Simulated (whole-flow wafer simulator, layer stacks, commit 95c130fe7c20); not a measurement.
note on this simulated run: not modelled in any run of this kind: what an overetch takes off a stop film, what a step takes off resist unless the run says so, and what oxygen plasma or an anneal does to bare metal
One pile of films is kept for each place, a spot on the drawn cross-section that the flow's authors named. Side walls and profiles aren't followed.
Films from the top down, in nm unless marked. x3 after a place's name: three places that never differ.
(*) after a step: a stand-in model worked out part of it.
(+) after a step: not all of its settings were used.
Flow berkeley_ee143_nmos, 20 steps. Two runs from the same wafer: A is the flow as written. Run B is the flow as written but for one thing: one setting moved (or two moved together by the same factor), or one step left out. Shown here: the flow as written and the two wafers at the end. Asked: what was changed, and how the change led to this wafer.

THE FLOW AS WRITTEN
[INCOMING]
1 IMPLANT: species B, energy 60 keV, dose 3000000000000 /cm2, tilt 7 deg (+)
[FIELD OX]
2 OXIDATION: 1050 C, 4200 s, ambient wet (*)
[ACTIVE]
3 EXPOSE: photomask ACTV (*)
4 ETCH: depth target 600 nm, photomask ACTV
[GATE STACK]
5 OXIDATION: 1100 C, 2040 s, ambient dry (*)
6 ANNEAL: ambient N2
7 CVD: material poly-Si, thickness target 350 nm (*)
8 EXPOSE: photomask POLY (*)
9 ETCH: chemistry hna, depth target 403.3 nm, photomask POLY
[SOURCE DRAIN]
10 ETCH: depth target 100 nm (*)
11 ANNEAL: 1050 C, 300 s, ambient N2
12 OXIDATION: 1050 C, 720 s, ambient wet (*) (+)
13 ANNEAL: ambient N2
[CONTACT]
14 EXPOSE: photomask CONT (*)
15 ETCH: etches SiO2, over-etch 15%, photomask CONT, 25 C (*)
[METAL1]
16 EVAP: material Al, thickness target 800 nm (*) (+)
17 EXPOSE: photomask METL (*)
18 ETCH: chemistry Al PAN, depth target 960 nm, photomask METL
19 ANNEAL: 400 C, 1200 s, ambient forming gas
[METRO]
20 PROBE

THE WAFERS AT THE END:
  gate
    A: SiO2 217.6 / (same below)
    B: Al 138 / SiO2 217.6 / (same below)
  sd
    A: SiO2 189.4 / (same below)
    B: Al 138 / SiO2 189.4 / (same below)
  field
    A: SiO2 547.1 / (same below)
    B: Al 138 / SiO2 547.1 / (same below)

The cause: step 18, ETCH: depth target 662 nm was run, where the flow has depth target 960 nm.

How the change led to this, step by step:
  18 ETCH: chemistry Al PAN, depth target 960 nm, photomask METL
      gate, sd, field: A Al -800 (all of it) | B Al -662
Counting metal films that touch as one body, gate has 1 body; the flow as written gives 0 bodies.
Counting metal films that touch as one body, sd has 1 body; the flow as written gives 0 bodies.
Counting metal films that touch as one body, field has 1 body; the flow as written gives 0 bodies.
